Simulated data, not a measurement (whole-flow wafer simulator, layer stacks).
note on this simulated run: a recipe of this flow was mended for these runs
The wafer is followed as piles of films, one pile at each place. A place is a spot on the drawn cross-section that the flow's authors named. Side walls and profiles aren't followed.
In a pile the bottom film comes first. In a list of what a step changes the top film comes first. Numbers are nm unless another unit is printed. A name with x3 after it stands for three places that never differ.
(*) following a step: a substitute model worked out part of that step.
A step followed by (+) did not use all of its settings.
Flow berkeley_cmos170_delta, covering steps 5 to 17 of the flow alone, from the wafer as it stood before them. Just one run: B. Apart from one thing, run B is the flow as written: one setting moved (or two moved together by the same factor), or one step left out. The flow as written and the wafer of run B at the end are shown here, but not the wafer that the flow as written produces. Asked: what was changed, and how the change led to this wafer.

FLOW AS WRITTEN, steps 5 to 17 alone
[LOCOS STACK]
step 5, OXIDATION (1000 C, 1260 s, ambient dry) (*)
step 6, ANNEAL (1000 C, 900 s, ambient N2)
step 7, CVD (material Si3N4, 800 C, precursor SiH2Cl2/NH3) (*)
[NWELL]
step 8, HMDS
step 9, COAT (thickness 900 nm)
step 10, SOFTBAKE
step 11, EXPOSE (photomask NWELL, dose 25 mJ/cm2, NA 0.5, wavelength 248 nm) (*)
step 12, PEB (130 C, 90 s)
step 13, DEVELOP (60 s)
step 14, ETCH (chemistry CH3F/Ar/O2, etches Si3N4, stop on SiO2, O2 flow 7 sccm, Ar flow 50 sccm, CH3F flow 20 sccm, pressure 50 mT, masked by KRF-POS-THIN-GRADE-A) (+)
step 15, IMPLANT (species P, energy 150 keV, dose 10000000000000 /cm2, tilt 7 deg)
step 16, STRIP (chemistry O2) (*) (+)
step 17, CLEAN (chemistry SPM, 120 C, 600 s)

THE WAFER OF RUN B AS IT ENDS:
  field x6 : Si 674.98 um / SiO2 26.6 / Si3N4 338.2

Cause: step 7, CVD: 832 C was run, though the flow has 800 C.

How this came from the change, step by step:
  step 7, CVD (material Si3N4, 800 C, precursor SiH2Cl2/NH3) (*)
      field x6, sd_p x3: Si3N4 gains 338.2 (new film) (in the flow as written it would be: Si3N4 gains 233.4 (new film))
  step 14, ETCH (chemistry CH3F/Ar/O2, etches Si3N4, stop on SiO2, O2 flow 7 sccm, Ar flow 50 sccm, CH3F flow 20 sccm, pressure 50 mT, masked by KRF-POS-THIN-GRADE-A) (+)
      field x6: KrF-resist loses 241 (in the flow as written it would be: KrF-resist loses 171.2)
      sd_p x3: Si3N4 loses 338.2 (all of it), SiO2 loses 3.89 (in the flow as written it would be: Si3N4 loses 233.4 (all of it), SiO2 loses 3.89)
  step 16, STRIP (chemistry O2) (*) (+)
      field x6: KrF-resist loses 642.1 (all of it) (in the flow as written it would be: KrF-resist loses 711.9 (all of it))
